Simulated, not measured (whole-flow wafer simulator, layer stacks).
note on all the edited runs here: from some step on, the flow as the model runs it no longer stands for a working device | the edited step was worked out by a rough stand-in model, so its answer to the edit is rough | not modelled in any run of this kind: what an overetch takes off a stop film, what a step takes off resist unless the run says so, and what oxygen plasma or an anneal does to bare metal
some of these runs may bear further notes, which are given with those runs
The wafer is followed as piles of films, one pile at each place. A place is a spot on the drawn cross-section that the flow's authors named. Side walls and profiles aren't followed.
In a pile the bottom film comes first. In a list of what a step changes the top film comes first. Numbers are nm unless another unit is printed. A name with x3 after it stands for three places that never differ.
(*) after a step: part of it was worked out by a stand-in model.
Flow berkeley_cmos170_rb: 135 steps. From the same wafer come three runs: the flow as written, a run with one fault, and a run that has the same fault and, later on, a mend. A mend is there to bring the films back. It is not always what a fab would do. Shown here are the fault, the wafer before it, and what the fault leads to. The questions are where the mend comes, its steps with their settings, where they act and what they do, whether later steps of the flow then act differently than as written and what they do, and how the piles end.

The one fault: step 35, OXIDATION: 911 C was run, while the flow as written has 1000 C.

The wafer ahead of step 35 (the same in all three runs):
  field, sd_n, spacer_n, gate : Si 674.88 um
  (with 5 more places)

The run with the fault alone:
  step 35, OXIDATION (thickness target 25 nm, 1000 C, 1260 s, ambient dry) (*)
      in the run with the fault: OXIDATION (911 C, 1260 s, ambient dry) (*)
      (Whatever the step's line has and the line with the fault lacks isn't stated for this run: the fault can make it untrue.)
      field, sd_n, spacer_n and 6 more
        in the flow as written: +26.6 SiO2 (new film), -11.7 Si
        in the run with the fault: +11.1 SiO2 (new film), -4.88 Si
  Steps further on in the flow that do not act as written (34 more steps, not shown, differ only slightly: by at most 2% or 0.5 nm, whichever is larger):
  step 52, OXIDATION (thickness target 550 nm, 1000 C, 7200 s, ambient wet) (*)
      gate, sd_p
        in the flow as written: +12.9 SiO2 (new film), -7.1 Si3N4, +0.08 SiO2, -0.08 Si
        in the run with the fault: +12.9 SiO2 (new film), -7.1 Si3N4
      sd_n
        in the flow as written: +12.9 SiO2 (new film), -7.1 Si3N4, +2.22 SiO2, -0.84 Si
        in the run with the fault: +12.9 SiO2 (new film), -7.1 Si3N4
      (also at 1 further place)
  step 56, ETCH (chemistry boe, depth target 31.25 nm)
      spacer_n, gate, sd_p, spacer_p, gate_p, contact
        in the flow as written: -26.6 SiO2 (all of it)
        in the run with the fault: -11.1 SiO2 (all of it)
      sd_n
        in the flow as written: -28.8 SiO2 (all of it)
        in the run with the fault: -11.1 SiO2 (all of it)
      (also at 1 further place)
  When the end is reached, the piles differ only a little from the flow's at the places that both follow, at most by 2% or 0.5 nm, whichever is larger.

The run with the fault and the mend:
  After step 36 comes the mend.
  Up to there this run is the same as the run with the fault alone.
  step 36a, OXIDATION (1000 C, 861 s, ambient dry) (*) (the flow's step 35 again, with other settings)
      field, sd_n, spacer_n and 6 more
        +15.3 SiO2, -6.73 Si
  Later steps of the flow that are run all act as written at every place that is followed, up to a difference of at most 2% or 0.5 nm, whichever is larger.
  When the end is reached, the piles differ only a little from the flow's at the places that both follow, at most by 2% or 0.5 nm, whichever is larger.
